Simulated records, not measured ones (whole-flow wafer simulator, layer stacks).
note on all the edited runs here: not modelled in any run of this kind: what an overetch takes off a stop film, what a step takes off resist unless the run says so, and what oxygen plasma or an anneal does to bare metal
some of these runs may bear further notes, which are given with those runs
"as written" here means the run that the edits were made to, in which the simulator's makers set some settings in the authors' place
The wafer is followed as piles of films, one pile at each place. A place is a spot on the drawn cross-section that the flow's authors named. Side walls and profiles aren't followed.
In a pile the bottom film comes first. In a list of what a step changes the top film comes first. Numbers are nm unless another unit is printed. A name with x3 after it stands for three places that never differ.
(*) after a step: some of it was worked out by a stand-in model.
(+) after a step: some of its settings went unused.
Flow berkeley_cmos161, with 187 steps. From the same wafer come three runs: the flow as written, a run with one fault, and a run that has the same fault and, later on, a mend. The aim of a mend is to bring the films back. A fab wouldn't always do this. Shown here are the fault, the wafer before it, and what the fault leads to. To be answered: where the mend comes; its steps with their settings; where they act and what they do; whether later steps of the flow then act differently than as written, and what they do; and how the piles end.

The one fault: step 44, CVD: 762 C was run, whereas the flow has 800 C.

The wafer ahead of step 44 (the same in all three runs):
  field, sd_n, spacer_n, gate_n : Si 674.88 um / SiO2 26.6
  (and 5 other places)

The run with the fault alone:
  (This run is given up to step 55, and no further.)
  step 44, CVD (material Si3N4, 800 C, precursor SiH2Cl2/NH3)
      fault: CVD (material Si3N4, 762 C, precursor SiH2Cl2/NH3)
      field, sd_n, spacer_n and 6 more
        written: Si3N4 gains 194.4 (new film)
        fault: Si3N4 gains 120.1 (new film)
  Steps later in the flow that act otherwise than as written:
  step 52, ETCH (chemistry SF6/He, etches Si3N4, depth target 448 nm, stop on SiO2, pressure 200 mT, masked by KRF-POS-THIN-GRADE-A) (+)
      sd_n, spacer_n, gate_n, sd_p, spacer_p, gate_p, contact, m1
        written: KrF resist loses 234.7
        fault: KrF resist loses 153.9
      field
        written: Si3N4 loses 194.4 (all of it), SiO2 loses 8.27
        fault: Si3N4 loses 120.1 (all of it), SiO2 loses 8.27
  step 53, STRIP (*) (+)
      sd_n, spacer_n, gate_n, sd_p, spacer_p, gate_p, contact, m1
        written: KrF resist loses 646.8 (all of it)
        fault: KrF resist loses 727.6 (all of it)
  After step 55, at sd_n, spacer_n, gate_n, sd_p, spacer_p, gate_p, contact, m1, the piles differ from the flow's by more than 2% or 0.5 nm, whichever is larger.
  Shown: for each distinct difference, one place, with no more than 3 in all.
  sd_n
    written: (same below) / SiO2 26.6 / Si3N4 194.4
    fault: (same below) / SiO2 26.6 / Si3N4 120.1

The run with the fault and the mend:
  The mend follows step 44.
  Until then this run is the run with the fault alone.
  step 44a, CVD (material Si3N4, 800 C, precursor SiH2Cl2/NH3) (the flow's step 44, run once more with other settings, which are not printed)
      field, sd_n, spacer_n and 6 more
        Si3N4 gains 74.4
  Later steps of the flow that are run all act as written at every place that is followed, up to a difference of at most 2% or 0.5 nm, whichever is larger.
  By the end, the piles equal the flow's at every place that both follow.
